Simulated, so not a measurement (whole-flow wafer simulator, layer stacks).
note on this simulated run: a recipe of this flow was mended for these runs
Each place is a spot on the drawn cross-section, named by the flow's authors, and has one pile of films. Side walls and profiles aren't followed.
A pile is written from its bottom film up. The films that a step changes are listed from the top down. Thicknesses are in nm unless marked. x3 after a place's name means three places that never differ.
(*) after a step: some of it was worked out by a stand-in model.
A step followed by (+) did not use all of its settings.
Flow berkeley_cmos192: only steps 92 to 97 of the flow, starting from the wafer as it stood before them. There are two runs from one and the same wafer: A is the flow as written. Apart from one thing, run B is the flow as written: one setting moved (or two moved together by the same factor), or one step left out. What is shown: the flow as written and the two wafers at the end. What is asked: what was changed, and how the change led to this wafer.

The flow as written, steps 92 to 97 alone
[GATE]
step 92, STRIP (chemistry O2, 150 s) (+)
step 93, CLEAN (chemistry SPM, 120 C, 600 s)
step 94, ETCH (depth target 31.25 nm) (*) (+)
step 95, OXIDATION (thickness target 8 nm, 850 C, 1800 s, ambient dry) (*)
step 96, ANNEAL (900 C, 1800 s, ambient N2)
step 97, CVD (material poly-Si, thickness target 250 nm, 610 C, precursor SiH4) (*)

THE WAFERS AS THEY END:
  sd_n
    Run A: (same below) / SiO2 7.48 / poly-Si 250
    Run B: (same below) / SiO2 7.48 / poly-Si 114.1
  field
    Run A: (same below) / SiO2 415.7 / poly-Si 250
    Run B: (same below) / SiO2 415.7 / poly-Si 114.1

Cause: step 97, CVD: 575 C was run, while the flow as written has 610 C.

The path from the change to this, step by step:
  step 97, CVD (material poly-Si, thickness target 250 nm, 610 C, precursor SiH4) (*)
      field, sd_n, spacer_n, gate, sd_p, spacer_p x2, contact, m1: A +250 poly-Si (new film) | B +114.1 poly-Si (new film)
